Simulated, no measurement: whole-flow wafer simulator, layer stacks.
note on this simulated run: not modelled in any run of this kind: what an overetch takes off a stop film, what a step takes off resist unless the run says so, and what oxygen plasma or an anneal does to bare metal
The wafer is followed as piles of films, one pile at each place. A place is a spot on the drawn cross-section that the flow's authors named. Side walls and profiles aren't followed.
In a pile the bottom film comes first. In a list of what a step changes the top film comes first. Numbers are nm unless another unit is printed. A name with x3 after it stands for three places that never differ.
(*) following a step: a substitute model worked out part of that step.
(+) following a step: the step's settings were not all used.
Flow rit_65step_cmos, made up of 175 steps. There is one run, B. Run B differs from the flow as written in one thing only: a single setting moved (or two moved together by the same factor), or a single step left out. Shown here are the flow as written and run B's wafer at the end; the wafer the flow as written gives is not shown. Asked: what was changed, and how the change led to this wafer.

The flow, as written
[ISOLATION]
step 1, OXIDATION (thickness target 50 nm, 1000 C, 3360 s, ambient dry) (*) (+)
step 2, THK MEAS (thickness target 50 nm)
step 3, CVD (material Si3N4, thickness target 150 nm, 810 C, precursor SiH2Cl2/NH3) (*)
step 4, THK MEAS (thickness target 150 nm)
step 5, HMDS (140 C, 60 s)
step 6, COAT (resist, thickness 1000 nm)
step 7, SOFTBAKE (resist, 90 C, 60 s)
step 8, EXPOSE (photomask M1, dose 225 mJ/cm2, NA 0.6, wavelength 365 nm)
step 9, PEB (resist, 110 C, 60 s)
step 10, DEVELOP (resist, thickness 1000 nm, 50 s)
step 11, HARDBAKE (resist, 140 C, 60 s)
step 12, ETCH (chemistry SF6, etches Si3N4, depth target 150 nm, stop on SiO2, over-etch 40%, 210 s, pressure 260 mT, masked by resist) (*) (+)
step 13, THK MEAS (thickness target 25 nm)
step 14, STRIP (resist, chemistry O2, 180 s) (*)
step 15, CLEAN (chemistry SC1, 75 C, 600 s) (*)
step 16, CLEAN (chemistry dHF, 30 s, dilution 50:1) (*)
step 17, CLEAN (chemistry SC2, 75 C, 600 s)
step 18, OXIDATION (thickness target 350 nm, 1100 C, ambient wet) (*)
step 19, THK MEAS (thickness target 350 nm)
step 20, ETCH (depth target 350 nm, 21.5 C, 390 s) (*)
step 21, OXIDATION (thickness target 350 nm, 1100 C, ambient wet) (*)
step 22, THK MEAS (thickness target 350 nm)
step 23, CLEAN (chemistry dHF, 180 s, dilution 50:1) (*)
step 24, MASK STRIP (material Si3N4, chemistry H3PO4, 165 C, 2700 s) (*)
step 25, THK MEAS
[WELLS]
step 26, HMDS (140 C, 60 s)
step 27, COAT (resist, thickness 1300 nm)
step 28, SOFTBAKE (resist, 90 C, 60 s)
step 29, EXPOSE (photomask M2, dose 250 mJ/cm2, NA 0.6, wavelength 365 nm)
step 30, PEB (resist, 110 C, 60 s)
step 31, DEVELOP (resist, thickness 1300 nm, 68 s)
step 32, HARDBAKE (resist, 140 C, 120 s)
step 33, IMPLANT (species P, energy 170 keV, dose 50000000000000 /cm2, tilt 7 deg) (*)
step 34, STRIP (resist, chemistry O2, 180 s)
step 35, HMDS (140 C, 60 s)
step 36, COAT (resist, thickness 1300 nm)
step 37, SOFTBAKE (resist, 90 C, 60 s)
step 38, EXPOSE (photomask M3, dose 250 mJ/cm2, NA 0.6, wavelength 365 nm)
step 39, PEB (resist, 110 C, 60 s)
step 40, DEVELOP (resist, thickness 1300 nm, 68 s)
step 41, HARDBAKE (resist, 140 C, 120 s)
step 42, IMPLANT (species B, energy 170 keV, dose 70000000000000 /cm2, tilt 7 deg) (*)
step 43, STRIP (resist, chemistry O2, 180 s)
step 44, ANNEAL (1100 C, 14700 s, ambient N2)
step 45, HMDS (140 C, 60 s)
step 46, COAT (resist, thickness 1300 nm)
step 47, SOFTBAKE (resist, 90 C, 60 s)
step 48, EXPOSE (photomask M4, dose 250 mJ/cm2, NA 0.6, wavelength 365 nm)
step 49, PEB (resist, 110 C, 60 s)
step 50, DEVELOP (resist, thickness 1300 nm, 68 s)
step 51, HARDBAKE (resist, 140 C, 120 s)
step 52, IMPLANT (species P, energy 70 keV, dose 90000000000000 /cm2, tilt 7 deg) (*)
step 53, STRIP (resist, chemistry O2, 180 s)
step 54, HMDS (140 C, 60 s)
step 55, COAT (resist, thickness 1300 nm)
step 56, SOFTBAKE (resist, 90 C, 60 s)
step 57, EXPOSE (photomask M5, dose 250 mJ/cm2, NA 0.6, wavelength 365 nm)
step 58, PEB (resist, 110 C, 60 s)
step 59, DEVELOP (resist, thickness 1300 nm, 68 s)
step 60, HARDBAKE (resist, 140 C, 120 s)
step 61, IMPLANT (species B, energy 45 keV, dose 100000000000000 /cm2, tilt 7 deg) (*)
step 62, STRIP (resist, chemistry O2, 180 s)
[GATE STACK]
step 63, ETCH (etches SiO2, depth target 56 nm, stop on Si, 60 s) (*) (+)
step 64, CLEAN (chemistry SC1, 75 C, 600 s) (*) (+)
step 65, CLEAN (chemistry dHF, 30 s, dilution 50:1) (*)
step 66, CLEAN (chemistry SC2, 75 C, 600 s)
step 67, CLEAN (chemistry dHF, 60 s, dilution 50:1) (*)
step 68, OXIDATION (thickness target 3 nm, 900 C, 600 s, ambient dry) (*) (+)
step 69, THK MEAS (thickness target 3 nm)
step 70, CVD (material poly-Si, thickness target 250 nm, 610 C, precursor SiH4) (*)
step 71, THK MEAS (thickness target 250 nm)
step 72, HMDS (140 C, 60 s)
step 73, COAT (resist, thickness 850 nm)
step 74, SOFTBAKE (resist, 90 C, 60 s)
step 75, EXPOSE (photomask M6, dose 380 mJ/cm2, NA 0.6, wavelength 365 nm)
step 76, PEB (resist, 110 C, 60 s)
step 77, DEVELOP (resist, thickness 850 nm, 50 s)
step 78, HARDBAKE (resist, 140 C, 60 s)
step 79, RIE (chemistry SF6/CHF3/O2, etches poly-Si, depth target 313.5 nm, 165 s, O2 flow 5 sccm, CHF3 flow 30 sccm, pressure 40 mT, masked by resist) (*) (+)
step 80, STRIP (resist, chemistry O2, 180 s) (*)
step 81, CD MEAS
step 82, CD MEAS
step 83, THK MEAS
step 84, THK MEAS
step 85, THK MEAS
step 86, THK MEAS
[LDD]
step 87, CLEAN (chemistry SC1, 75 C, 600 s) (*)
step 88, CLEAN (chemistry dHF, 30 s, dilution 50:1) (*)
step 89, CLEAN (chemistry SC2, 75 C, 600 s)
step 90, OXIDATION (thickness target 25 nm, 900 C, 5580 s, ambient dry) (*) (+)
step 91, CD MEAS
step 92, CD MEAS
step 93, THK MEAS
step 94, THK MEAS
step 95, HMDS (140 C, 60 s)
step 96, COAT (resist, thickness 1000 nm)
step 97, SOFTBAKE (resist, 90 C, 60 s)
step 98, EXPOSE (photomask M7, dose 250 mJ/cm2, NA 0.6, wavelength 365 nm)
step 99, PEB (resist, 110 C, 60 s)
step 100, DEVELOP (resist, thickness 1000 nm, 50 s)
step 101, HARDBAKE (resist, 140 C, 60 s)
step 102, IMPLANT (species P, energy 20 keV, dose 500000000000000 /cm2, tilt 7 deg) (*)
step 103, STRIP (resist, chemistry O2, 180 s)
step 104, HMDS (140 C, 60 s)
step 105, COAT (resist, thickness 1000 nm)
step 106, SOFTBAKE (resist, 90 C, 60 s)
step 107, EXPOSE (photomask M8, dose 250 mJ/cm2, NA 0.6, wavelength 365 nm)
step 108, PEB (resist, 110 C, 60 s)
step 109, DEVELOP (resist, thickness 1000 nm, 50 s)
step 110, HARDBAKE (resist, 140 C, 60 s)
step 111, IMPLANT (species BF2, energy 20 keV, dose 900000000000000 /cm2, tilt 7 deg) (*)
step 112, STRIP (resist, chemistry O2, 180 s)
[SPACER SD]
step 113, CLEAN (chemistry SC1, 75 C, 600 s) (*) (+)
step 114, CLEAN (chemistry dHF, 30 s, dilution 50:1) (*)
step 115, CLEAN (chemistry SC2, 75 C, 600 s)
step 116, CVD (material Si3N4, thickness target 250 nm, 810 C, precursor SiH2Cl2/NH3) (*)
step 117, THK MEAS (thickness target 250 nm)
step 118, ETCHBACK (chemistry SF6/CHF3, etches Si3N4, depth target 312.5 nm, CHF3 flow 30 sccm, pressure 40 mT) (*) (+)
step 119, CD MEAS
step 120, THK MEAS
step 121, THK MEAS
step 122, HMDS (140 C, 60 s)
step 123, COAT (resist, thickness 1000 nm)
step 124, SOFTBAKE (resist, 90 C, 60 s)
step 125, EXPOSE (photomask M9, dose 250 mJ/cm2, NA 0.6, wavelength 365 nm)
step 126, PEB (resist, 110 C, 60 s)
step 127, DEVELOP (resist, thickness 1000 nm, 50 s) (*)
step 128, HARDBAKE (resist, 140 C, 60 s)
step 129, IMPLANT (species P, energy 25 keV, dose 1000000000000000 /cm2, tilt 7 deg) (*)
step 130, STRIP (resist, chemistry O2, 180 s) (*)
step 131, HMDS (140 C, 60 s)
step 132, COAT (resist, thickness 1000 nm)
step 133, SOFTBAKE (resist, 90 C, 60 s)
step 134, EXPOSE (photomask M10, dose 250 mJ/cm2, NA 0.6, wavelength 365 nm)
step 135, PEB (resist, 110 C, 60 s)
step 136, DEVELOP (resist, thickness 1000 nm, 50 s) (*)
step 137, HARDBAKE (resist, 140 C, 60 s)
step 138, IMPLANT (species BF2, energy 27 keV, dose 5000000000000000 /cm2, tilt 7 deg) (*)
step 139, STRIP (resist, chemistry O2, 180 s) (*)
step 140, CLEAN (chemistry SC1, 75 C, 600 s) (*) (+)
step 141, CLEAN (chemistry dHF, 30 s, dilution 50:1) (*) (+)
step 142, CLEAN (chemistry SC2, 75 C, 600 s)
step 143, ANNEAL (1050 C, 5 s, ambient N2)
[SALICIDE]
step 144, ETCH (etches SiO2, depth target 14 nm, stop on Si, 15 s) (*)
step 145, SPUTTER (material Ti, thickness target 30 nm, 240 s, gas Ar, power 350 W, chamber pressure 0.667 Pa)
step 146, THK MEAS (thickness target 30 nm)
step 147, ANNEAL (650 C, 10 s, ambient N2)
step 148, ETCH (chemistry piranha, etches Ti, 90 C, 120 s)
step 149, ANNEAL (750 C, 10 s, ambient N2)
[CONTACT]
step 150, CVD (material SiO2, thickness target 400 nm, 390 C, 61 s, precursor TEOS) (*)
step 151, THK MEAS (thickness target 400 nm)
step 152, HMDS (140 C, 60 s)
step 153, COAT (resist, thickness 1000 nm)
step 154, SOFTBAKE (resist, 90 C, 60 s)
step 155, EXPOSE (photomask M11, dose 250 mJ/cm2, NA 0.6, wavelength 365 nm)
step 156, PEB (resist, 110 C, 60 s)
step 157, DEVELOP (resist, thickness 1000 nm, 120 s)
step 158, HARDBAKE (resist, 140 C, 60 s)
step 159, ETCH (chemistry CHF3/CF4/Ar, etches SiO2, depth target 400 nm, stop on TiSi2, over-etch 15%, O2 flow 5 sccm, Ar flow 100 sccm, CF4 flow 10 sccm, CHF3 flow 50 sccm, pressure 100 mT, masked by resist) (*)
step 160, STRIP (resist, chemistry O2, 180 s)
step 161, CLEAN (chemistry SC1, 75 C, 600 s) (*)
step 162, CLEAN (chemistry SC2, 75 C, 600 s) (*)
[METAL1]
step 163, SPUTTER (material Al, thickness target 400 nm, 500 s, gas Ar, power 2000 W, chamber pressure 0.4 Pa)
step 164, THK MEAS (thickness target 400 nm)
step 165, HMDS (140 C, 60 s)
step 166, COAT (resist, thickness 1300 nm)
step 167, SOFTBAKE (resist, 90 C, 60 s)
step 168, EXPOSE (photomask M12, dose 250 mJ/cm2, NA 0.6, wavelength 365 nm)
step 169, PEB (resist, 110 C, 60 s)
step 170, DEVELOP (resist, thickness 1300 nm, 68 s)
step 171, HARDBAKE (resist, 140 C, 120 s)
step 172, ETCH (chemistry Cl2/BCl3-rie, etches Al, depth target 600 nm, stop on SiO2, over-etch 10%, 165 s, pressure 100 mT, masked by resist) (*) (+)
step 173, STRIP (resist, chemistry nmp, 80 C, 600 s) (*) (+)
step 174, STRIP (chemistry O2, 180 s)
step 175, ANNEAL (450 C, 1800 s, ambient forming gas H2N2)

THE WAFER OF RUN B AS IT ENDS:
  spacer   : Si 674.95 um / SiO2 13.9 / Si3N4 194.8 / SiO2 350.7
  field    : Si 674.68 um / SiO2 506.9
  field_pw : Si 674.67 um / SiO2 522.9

What caused this: step 163, SPUTTER: thickness target 298 nm was run, whereas the flow has thickness target 400 nm; step 163, SPUTTER: 372 s was run, where the flow has 500 s.

The path from the change to this, step by step:
  step 163, SPUTTER (material Al, thickness target 400 nm, 500 s, gas Ar, power 2000 W, chamber pressure 0.4 Pa)
      field, field_p, spacer, spacer_p: Al gains 298 (new film) (it would be, as written: Al gains 400 (new film))
      gate_n, gate_p: Al gains 298 (new film) (it would be, as written: Al gains 396 (new film))
      (also at 2 further places)
  step 172, ETCH (chemistry Cl2/BCl3-rie, etches Al, depth target 600 nm, stop on SiO2, over-etch 10%, 165 s, pressure 100 mT, masked by resist) (*) (+)
      field, spacer, spacer_p: Al loses 298 (all of it), SiO2 loses 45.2 (it would be, as written: Al loses 400 (all of it), SiO2 loses 32.5)
      gate_n, gate_p: Al loses 298 (all of it), SiO2 loses 45.2 (it would be, as written: Al loses 396 (all of it), SiO2 loses 33)
      (also at 3 further places)
